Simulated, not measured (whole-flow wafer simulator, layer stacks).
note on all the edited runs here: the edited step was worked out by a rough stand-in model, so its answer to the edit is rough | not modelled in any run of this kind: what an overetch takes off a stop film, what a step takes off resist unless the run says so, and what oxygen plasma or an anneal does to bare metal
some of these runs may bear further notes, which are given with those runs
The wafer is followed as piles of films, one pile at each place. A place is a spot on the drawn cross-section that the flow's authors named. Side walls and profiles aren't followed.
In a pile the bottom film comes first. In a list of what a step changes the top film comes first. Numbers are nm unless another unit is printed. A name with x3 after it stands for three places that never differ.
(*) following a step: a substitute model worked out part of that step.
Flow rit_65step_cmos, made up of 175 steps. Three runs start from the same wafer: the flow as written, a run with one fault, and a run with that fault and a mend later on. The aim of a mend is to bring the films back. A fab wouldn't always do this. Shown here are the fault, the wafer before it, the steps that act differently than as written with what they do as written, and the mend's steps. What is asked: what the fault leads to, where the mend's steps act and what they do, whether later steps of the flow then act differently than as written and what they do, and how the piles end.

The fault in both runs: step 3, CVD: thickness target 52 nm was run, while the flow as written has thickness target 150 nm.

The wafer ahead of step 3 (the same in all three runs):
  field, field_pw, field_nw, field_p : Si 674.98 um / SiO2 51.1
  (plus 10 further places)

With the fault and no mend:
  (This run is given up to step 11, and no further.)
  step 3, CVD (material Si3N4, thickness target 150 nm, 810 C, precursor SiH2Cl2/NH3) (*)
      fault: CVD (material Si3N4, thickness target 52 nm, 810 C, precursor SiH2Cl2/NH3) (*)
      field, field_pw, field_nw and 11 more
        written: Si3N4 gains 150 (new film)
        fault: Si3N4 gains 52 (new film)
  None of the later steps of the flow up to step 11 acts differently than as written at any place that is followed.
  The piles after step 11 differ from the flow's at field, field_pw, field_nw and 11 more by more than 2% or 0.5 nm, whichever is larger.
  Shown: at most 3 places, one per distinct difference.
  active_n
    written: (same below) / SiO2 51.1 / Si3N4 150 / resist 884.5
    fault: (same below) / SiO2 51.1 / Si3N4 52 / resist 884.5
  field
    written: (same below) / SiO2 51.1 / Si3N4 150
    fault: (same below) / SiO2 51.1 / Si3N4 52

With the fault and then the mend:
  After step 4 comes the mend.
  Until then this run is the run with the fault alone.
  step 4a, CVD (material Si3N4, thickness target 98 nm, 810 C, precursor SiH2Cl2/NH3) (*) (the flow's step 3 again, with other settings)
      field, field_pw, field_nw and 11 more
        Si3N4 gains 98
  None of the later steps of the flow acts differently than as written at any place that is followed.
  At every place that both follow, the piles at the end match the flow's.
